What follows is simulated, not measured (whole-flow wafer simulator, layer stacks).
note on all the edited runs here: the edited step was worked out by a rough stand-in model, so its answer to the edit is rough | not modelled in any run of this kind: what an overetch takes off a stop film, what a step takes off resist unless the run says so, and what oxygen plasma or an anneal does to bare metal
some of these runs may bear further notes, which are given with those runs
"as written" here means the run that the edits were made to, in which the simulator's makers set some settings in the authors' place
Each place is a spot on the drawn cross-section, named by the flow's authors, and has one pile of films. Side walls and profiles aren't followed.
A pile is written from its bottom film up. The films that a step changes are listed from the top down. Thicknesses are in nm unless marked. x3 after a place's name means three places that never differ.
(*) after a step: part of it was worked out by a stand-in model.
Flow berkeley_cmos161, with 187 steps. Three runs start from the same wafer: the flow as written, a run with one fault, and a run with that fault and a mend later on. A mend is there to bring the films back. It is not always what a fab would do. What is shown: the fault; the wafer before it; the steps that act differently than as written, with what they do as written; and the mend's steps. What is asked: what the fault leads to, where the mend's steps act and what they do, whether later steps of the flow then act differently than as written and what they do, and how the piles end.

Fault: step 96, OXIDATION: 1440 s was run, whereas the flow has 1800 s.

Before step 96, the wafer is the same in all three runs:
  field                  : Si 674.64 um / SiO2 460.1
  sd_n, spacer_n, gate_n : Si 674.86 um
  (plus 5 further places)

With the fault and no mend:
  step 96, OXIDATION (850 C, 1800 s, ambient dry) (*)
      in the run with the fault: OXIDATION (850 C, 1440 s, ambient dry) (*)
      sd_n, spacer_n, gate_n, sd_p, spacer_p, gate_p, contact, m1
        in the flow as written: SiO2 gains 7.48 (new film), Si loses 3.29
        in the run with the fault: SiO2 gains 6.57 (new film), Si loses 2.89
  None of the later steps of the flow differs from how it acts as written, at any place that is followed, by more than 2% or 0.5 nm, whichever is larger.
  At gate_n, gate_p, the piles at the end differ from the flow's by more than 2% or 0.5 nm, whichever is larger.
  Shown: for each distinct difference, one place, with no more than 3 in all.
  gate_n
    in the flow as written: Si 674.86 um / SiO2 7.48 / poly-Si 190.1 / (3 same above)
    in the run with the fault: Si 674.86 um / SiO2 6.57 / poly-Si 190.1 / (3 same above)

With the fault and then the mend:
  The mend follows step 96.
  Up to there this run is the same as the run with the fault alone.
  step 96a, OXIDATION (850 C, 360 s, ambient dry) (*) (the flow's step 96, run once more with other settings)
      sd_n, spacer_n, gate_n, sd_p, spacer_p, gate_p, contact, m1
        SiO2 gains 0.91, Si loses 0.4
      field
        SiO2 gains 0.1
  None of the later steps of the flow acts differently than as written at any place that is followed.
  At every place that both follow, the piles at the end match the flow's.
